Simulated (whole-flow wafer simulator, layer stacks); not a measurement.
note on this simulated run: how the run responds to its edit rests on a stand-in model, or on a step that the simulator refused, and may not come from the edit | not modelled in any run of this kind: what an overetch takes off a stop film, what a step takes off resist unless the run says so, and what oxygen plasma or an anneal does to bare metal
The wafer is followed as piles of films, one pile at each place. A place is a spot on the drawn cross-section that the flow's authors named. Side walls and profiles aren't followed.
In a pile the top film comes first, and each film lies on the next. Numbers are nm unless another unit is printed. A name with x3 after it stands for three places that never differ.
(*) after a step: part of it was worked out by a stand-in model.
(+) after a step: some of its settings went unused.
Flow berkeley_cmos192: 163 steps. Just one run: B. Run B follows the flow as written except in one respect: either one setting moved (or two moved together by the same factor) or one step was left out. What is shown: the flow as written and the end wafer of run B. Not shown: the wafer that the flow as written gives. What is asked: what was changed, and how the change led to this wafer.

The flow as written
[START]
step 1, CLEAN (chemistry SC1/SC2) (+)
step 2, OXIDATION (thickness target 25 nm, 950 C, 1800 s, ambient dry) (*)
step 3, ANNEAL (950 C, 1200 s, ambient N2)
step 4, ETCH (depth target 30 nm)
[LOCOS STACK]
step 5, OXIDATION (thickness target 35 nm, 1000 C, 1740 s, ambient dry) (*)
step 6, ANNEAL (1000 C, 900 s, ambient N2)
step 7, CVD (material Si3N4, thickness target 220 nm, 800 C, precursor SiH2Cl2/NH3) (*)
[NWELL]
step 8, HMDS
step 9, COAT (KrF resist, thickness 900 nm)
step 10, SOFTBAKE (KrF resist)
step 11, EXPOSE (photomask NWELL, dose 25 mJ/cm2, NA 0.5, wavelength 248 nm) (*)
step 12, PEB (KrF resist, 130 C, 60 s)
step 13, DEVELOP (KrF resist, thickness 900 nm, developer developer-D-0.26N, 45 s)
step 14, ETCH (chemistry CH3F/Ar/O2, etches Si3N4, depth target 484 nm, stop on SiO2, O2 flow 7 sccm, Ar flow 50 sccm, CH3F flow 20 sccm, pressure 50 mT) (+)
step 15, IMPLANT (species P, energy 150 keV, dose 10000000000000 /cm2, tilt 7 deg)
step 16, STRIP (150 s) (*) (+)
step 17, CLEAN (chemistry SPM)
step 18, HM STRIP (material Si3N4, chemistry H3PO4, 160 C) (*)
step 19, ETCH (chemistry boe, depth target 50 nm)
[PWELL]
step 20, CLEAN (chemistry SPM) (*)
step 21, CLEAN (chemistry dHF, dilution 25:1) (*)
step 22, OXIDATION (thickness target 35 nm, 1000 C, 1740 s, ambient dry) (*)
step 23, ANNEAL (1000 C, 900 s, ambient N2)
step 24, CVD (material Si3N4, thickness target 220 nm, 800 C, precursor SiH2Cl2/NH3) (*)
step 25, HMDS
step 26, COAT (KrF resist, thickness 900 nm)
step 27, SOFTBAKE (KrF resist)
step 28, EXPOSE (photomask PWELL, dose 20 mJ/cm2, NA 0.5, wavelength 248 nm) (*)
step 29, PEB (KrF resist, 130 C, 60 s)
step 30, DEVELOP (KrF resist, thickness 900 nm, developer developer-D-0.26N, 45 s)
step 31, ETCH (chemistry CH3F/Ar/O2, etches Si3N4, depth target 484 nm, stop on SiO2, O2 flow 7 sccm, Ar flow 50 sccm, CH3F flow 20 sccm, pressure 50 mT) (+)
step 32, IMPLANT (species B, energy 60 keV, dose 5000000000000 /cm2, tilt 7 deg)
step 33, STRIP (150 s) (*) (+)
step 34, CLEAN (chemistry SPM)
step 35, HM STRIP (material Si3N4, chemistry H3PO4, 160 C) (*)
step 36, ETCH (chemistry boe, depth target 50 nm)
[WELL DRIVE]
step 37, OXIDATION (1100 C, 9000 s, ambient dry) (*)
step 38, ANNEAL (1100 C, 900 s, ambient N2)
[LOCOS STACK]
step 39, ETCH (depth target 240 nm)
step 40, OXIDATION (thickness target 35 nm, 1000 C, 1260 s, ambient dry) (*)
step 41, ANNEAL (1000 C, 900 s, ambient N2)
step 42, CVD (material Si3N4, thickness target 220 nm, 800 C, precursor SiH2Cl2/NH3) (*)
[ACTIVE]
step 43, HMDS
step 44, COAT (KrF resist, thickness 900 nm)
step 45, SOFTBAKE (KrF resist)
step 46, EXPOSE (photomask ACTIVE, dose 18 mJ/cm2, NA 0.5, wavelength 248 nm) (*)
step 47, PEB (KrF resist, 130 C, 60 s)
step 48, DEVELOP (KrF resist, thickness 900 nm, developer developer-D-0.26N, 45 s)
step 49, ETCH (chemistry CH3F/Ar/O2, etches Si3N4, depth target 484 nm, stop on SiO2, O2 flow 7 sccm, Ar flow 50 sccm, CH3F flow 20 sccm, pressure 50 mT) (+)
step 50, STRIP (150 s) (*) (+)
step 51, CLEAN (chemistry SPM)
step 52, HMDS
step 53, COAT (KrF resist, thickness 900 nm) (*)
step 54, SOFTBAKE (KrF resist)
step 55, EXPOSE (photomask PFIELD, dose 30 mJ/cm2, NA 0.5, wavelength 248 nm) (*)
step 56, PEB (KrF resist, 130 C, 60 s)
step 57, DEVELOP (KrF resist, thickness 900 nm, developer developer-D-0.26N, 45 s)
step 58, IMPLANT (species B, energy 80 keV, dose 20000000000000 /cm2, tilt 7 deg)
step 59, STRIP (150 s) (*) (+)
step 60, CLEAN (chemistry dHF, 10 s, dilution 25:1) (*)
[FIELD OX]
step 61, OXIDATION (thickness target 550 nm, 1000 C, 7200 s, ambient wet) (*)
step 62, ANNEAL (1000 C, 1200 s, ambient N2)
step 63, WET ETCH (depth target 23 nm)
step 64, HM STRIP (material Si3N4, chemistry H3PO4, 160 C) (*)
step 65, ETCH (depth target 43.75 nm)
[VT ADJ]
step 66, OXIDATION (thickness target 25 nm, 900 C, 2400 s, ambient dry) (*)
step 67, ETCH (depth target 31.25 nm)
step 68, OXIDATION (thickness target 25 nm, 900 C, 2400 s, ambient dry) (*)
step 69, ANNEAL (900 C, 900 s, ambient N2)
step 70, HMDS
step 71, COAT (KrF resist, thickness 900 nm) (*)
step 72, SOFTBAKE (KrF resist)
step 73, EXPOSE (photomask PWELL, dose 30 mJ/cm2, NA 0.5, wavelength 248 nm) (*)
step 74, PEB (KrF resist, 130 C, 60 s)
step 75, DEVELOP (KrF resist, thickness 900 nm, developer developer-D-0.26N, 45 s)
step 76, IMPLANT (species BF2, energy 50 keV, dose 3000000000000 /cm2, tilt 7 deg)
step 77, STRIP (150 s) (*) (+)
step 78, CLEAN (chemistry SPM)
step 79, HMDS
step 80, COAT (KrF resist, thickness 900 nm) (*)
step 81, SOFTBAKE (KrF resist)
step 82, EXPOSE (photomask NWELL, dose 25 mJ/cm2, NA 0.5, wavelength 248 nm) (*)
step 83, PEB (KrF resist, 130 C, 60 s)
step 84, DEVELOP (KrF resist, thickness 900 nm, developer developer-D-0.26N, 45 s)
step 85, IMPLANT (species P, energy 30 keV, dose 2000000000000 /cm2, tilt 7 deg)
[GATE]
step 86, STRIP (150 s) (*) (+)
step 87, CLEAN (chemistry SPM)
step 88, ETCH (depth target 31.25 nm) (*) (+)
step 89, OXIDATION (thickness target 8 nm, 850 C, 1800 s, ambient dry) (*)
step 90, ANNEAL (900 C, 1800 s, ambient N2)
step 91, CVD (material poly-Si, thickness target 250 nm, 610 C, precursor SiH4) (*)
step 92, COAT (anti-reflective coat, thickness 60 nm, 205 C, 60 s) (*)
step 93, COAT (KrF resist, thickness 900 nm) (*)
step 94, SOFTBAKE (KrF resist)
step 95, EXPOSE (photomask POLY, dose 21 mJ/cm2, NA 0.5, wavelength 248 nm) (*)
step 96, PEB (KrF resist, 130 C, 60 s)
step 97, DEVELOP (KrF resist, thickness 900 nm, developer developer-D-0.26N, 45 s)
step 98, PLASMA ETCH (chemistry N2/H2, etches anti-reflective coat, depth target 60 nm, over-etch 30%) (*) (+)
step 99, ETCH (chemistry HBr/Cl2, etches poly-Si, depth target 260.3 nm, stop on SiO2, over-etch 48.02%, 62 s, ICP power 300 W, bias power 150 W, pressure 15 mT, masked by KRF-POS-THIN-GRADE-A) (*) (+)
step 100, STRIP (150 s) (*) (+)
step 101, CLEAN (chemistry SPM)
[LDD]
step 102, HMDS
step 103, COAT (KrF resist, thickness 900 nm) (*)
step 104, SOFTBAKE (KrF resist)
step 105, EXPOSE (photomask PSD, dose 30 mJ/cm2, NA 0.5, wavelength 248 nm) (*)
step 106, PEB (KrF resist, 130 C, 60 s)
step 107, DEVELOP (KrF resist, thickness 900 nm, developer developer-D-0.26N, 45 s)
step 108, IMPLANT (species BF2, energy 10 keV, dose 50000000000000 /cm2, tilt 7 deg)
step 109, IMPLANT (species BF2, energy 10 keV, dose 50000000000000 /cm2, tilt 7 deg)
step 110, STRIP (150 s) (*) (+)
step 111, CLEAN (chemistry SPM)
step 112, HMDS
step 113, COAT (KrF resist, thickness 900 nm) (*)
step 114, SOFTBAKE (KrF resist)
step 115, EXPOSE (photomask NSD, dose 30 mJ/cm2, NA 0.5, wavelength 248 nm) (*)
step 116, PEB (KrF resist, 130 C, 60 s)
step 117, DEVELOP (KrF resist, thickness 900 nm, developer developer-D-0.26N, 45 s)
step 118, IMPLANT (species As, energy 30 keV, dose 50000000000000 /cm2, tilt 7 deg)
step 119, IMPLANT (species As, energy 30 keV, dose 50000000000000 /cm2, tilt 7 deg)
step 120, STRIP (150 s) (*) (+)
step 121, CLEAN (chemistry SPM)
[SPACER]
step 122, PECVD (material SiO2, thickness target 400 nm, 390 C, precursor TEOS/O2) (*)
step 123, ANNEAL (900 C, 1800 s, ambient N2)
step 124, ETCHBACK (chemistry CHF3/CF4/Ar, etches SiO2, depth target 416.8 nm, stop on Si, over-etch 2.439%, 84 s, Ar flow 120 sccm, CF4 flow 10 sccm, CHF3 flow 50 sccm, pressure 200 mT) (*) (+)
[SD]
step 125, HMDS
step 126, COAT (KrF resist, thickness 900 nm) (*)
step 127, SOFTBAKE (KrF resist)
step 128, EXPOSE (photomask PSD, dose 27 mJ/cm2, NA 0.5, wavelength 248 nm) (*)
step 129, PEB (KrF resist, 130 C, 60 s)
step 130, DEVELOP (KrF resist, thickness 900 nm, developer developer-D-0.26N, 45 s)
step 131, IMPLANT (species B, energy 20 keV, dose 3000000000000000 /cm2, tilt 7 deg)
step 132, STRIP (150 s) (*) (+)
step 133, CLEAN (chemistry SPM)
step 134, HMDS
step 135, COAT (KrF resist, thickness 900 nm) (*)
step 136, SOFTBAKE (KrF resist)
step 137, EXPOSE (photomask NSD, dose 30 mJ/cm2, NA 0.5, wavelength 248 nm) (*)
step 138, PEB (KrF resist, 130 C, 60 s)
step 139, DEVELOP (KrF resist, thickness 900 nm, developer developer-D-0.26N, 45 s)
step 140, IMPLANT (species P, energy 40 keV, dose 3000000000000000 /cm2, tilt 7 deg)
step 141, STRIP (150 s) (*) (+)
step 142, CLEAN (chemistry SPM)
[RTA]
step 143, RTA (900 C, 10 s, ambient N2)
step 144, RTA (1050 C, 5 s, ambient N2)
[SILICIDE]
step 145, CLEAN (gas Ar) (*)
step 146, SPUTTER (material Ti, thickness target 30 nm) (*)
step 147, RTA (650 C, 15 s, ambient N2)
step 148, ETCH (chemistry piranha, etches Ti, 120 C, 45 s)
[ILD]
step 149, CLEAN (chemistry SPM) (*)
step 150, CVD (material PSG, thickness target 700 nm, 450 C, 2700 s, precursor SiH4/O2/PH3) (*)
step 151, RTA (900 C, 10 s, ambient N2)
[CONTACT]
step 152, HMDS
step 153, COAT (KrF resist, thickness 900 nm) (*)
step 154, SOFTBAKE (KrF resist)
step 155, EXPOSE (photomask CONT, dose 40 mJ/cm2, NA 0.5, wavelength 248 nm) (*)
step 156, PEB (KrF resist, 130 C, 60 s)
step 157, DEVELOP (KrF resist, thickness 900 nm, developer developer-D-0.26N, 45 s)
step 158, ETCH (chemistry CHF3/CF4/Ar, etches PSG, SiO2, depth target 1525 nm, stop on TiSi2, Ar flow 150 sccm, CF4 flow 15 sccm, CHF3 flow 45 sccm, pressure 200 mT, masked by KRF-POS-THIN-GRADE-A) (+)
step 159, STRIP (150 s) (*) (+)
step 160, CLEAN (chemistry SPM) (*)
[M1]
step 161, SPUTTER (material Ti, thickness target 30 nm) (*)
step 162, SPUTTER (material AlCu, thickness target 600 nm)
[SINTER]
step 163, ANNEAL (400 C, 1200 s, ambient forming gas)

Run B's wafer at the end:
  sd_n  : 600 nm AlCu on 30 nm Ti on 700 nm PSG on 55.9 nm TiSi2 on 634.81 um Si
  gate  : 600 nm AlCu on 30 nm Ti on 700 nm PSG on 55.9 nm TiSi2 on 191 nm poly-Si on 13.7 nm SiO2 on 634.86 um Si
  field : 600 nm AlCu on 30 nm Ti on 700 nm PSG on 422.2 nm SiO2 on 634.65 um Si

The reason: step 39, ETCH: depth target 108 nm was run, while the flow as written has depth target 240 nm.

The path from the change to this, step by step:
  step 39, ETCH (depth target 240 nm)
      field, sd_n, spacer_n and 6 more: SiO2 loses 108 (as written it would have been: SiO2 loses 197.6 (all of it))
  step 40, OXIDATION (thickness target 35 nm, 1000 C, 1260 s, ambient dry) (*)
      field, sd_n, spacer_n and 6 more: SiO2 gains 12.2, Si loses 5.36 (as written it would have been: SiO2 gains 26.6 (new film), Si loses 11.7)
  step 61, OXIDATION (thickness target 550 nm, 1000 C, 7200 s, ambient wet) (*)
      sd_n, sd_p: SiO2 gains 12.1 (new film), Si3N4 loses 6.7 (as written it would have been: SiO2 gains 12.1 (new film), Si3N4 loses 6.7, SiO2 gains 0.06, Si loses 0.06)
      gate: SiO2 gains 12.1 (new film), Si3N4 loses 6.7 (as written it would have been: SiO2 gains 12.1 (new film), Si3N4 loses 6.7, SiO2 gains 0.05, Si loses 0.05)
      (and at 1 other place as well)
  step 65, ETCH (depth target 43.75 nm)
      sd_n, spacer_n, gate, sd_p, spacer_p, gate_p, contact, m1: SiO2 loses 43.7 (as written it would have been: SiO2 loses 24.6 (all of it))
  step 66, OXIDATION (thickness target 25 nm, 900 C, 2400 s, ambient dry) (*)
      sd_n, spacer_n, gate, sd_p, spacer_p, gate_p, contact, m1: SiO2 gains 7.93, Si loses 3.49 (as written it would have been: SiO2 gains 14.9 (new film), Si loses 6.57)
  step 67, ETCH (depth target 31.25 nm)
      sd_n, spacer_n, gate, sd_p, spacer_p, gate_p, contact, m1: SiO2 loses 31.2 (as written it would have been: SiO2 loses 14.9 (all of it))
  step 68, OXIDATION (thickness target 25 nm, 900 C, 2400 s, ambient dry) (*)
      sd_n, spacer_n, gate, sd_p, spacer_p, gate_p, contact, m1: SiO2 gains 7.79, Si loses 3.43 (as written it would have been: SiO2 gains 14.9 (new film), Si loses 6.57)
  step 88, ETCH (depth target 31.25 nm) (*) (+)
      sd_n, spacer_n, gate, sd_p, spacer_p, gate_p, contact, m1: SiO2 loses 31.2 (as written it would have been: SiO2 loses 14.9 (all of it))
  step 89, OXIDATION (thickness target 8 nm, 850 C, 1800 s, ambient dry) (*)
      sd_n, spacer_n, gate, sd_p, spacer_p, gate_p, contact, m1: SiO2 gains 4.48, Si loses 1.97 (as written it would have been: SiO2 gains 7.48 (new film), Si loses 3.29)
  step 92, COAT (anti-reflective coat, thickness 60 nm, 205 C, 60 s) (*)
      sd_n: anti-reflective coat gains 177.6 (new film) (as written it would have been: anti-reflective coat gains 152.4 (new film))
      spacer_n: anti-reflective coat gains 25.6 (new film) (as written it would have been: anti-reflective coat gains 33.8 (new film))
      (and at 6 other places as well)
  step 93, COAT (KrF resist, thickness 900 nm) (*)
      spacer_n: KrF resist gains 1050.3 (new film) (as written it would have been: KrF resist gains 1021.2 (new film))
      gate: KrF resist gains 1052.4 (new film) (as written it would have been: KrF resist gains 1023.8 (new film))
  step 97, DEVELOP (KrF resist, thickness 900 nm, developer developer-D-0.26N, 45 s)
      spacer_n: KrF resist loses 1048.6 (all of it) (as written it would have been: KrF resist loses 1019.5 (all of it))
  step 98, PLASMA ETCH (chemistry N2/H2, etches anti-reflective coat, depth target 60 nm, over-etch 30%) (*) (+)
      field: anti-reflective coat loses 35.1 (all of it), poly-Si loses 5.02 (as written it would have been: anti-reflective coat loses 35.3 (all of it), poly-Si loses 4.18)
      sd_n: anti-reflective coat loses 177.6 (all of it), poly-Si loses 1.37 (as written it would have been: anti-reflective coat loses 152.4 (all of it), poly-Si loses 1.17)
      (and at 5 other places as well)
  step 100, STRIP (150 s) (*) (+)
      gate: chemical SiO2 gains 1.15 (new film), KrF resist loses 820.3 (all of it), anti-reflective coat loses 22 (all of it), poly-Si loses 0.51 (as written it would have been: chemical SiO2 gains 1.15 (new film), KrF resist loses 791.8 (all of it), anti-reflective coat loses 30 (all of it), poly-Si loses 0.51)
      gate_p: chemical SiO2 gains 1.15 (new film), KrF resist loses 783.2 (all of it), anti-reflective coat loses 25.8 (all of it), poly-Si loses 0.51 (as written it would have been: chemical SiO2 gains 1.15 (new film), KrF resist loses 765.1 (all of it), anti-reflective coat loses 31 (all of it), poly-Si loses 0.51)
  step 126, COAT (KrF resist, thickness 900 nm) (*)
      sd_n: KrF resist gains 1023.9 (new film) (as written it would have been: KrF resist gains 999.7 (new film))
      m1: KrF resist gains 1016 (new film) (as written it would have been: KrF resist gains 994.3 (new film))
  step 132, STRIP (150 s) (*) (+)
      sd_n: chemical SiO2 gains 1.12 (new film), KrF resist loses 1008.1 (all of it), Si loses 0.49 (as written it would have been: chemical SiO2 gains 1.13 (new film), KrF resist loses 983.9 (all of it), Si loses 0.5)
      m1: chemical SiO2 gains 1.12 (new film), KrF resist loses 1000.1 (all of it), Si loses 0.49 (as written it would have been: chemical SiO2 gains 1.13 (new film), KrF resist loses 978.5 (all of it), Si loses 0.5)
  ... 9 further steps ...
  step 162, SPUTTER (material AlCu, thickness target 600 nm)
      sd_p: AlCu gains 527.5 (new film) (as written it would have been: AlCu gains 551.2 (new film))
